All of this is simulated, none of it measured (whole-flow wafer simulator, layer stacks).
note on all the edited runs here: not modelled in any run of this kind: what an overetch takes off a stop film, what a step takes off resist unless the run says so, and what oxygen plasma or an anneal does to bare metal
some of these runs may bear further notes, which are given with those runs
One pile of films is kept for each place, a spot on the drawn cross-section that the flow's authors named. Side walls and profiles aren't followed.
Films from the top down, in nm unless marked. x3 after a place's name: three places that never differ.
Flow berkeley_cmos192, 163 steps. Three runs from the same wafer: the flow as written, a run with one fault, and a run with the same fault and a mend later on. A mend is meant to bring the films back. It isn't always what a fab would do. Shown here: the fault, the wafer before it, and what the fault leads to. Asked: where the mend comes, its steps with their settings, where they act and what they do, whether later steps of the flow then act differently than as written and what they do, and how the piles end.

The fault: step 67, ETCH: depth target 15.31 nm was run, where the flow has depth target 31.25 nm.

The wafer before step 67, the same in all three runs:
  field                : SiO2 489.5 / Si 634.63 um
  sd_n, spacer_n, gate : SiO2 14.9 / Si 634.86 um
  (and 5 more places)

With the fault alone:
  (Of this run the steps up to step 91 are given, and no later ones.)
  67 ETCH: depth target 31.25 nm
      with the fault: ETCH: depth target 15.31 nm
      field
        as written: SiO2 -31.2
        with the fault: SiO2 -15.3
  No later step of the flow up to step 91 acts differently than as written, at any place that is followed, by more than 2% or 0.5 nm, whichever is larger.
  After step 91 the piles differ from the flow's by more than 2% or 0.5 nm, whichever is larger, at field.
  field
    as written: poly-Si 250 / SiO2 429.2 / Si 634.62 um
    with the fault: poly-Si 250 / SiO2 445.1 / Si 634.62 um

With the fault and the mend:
  The mend comes after step 67.
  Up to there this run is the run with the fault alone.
  67a ETCH: depth target 15.94 nm (the flow's step 67 once more, with other settings)
      field
        SiO2 -15.9
  No later step of the flow acts differently than as written, at any place that is followed, by more than 2% or 0.5 nm, whichever is larger.
  At the end the piles are the same as the flow's at every place that both follow.
